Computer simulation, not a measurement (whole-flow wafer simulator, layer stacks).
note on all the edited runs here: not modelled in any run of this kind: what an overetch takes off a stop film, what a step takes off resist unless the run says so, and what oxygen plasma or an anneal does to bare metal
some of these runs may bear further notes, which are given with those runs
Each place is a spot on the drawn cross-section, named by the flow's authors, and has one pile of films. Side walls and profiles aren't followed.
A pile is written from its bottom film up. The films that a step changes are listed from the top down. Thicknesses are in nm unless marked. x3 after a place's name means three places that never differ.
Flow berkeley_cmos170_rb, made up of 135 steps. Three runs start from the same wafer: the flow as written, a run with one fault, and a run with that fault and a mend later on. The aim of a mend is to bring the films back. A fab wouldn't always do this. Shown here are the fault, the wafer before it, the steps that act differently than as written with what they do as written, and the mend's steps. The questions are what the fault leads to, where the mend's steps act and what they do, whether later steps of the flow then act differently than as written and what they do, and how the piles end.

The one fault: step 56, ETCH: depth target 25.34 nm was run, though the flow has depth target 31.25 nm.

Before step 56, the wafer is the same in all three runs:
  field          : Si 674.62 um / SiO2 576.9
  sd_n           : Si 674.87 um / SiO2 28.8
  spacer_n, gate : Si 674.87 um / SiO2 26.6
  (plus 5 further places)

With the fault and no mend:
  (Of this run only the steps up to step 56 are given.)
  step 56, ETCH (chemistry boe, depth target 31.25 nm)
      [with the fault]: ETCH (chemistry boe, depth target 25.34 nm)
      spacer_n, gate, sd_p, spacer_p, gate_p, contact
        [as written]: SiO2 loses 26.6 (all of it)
        [with the fault]: SiO2 loses 25.3
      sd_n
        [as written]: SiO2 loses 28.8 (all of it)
        [with the fault]: SiO2 loses 25.3
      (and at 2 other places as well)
  The piles after step 56 differ from the flow's at sd_n, spacer_n, gate, sd_p, spacer_p, gate_p, contact, m1 by more than 2% or 0.5 nm, whichever is larger.
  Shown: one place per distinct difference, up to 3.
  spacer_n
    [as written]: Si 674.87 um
    [with the fault]: Si 674.87 um / SiO2 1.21
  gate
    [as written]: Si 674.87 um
    [with the fault]: Si 674.87 um / SiO2 1.29
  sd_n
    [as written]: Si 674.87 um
    [with the fault]: Si 674.87 um / SiO2 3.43

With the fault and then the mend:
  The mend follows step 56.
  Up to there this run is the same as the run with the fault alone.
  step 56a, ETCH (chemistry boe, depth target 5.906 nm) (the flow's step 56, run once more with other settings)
      spacer_n, spacer_p, gate_p, contact
        SiO2 loses 1.21 (all of it)
      gate, sd_p
        SiO2 loses 1.29 (all of it)
      field
        SiO2 loses 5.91
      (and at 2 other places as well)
  None of the later steps of the flow differs from how it acts as written, at any place that is followed, by more than 2% or 0.5 nm, whichever is larger.
  The piles end the same as the flow's at every place that both follow.
